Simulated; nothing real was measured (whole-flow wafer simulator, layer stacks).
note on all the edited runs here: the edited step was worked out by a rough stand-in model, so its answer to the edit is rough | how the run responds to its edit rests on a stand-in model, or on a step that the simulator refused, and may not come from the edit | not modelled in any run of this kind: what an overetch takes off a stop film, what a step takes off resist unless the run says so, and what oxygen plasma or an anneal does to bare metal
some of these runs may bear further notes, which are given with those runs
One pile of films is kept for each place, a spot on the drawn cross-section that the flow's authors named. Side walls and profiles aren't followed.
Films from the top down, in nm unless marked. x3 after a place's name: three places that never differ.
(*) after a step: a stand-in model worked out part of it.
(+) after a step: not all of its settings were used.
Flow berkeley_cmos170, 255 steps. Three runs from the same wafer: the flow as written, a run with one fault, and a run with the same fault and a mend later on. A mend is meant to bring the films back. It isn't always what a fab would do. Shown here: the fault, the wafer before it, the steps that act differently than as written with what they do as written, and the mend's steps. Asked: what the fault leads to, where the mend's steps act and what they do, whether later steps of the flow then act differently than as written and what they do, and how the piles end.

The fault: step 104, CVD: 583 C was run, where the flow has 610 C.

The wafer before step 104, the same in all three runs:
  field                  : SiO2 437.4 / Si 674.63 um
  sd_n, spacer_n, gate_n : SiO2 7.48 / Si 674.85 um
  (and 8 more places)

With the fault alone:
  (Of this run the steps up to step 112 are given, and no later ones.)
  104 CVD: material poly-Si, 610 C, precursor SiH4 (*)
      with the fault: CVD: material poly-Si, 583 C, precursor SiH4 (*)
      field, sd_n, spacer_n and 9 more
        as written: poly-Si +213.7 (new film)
        with the fault: poly-Si +120.4 (new film)
  Later steps of the flow that act differently than as written (3 more steps differ only slightly, by at most 2% or 0.5 nm, whichever is larger, and aren't shown):
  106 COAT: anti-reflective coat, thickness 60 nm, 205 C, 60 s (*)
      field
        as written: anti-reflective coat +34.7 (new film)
        with the fault: anti-reflective coat +33.5 (new film)
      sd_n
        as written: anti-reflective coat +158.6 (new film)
        with the fault: anti-reflective coat +153.4 (new film)
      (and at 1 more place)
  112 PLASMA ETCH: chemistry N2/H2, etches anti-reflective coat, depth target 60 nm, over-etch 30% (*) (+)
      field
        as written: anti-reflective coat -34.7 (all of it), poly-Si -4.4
        with the fault: anti-reflective coat -33.5 (all of it), poly-Si -4.25
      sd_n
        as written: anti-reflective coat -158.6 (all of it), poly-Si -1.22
        with the fault: anti-reflective coat -153.4 (all of it), poly-Si -1.18
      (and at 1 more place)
  After step 112 the piles differ from the flow's by more than 2% or 0.5 nm, whichever is larger, at field, sd_n, spacer_n and 9 more.
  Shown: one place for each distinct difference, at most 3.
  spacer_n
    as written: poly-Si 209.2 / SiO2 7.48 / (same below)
    with the fault: poly-Si 116.1 / SiO2 7.48 / (same below)
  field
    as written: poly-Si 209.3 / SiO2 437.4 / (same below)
    with the fault: poly-Si 116.1 / SiO2 437.4 / (same below)
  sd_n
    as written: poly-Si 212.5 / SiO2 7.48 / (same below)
    with the fault: poly-Si 119.2 / SiO2 7.48 / (same below)

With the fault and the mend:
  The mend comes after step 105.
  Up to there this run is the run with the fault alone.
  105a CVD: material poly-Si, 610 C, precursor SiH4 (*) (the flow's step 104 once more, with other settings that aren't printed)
      field, sd_n, spacer_n and 9 more
        poly-Si +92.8
  No later step of the flow acts differently than as written, at any place that is followed, by more than 2% or 0.5 nm, whichever is larger.
  At the end the piles differ from the flow's only slightly at the places that both follow, by at most 2% or 0.5 nm, whichever is larger.
